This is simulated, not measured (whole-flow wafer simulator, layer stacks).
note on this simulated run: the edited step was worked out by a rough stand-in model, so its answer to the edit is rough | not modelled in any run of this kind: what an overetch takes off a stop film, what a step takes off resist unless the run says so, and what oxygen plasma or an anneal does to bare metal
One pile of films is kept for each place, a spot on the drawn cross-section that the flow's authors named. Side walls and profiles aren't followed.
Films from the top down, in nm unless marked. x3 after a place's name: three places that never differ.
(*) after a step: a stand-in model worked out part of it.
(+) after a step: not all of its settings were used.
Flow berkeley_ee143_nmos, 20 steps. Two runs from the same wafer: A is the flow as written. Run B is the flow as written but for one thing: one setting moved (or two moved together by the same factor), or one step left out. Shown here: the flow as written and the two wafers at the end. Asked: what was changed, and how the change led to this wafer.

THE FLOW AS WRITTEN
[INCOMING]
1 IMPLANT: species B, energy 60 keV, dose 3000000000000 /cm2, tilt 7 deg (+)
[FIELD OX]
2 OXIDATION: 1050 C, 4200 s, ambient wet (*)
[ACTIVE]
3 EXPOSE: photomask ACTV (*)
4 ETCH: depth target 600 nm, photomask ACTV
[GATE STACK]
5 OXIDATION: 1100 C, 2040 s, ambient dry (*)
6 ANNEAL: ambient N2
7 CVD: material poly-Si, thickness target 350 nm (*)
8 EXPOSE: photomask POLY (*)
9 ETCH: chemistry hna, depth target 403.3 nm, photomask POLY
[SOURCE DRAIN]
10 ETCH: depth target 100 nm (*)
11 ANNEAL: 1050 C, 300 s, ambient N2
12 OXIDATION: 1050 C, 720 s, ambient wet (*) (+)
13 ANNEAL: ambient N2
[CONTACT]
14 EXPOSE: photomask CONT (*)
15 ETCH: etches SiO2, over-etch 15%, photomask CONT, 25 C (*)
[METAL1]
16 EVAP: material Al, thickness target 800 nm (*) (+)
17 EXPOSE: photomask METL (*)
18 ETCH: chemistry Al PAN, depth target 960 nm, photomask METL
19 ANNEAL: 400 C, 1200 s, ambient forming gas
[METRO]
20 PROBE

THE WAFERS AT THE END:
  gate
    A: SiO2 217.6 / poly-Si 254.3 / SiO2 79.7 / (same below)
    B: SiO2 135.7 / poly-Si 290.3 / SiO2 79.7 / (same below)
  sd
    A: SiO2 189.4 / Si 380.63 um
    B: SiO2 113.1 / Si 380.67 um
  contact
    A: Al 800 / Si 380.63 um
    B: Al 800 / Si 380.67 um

The cause: step 12, OXIDATION: 360 s was run, where the flow has 720 s.

How the change led to this, step by step:
  12 OXIDATION: 1050 C, 720 s, ambient wet (*) (+)
      sd, contact: A SiO2 +189.4 (new film), Si -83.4 | B SiO2 +113.1 (new film), Si -49.8
      gate: A SiO2 +217.6 (new film), poly-Si -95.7 | B SiO2 +135.7 (new film), poly-Si -59.7
      (and at 1 more place)
  15 ETCH: etches SiO2, over-etch 15%, photomask CONT, 25 C (*)
      contact: A SiO2 -189.4 (all of it) | B SiO2 -113.1 (all of it)
